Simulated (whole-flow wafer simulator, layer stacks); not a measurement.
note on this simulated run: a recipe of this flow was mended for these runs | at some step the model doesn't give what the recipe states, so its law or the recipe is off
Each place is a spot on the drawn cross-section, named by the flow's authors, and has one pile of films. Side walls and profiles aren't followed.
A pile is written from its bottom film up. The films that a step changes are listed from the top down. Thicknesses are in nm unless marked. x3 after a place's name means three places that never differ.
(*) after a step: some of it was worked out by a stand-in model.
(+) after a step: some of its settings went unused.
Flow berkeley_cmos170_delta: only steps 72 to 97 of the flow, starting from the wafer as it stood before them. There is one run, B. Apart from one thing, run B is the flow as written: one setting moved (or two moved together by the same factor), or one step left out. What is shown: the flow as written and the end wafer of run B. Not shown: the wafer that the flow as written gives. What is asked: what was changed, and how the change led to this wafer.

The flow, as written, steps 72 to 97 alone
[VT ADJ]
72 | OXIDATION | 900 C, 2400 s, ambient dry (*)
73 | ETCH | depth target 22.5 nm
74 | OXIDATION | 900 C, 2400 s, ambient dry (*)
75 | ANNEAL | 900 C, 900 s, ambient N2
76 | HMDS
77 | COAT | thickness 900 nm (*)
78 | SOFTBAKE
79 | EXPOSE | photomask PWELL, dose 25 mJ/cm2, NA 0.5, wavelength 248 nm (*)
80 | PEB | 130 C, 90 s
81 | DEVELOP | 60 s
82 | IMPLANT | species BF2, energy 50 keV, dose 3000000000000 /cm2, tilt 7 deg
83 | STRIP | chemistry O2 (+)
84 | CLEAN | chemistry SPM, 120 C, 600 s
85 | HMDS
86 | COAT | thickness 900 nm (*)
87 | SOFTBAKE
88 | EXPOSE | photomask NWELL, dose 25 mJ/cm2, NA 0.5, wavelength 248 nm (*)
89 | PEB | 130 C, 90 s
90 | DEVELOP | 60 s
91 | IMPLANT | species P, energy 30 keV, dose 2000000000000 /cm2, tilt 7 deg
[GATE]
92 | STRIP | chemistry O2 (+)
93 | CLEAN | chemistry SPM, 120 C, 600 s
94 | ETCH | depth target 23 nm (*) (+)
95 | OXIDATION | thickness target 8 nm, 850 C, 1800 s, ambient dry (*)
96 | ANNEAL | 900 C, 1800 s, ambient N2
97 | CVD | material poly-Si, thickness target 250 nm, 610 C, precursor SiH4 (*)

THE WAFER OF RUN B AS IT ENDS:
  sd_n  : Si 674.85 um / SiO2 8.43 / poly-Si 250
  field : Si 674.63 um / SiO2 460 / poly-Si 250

Cause: step 94, ETCH: depth target 12 nm was run, while the flow as written has depth target 23 nm.

The path from the change to this, step by step:
  94 | ETCH | depth target 23 nm (*) (+)
      sd_n, spacer_n, gate, sd_p, spacer_p, gate_p, contact, m1: -12 SiO2 (it would be, as written: -14.9 SiO2 (all of it))
      field: -12 SiO2 (it would be, as written: -23 SiO2)
  95 | OXIDATION | thickness target 8 nm, 850 C, 1800 s, ambient dry (*)
      sd_n, spacer_n, gate, sd_p, spacer_p, gate_p, contact, m1: +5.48 SiO2, -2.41 Si (it would be, as written: +7.48 SiO2 (new film), -3.29 Si)
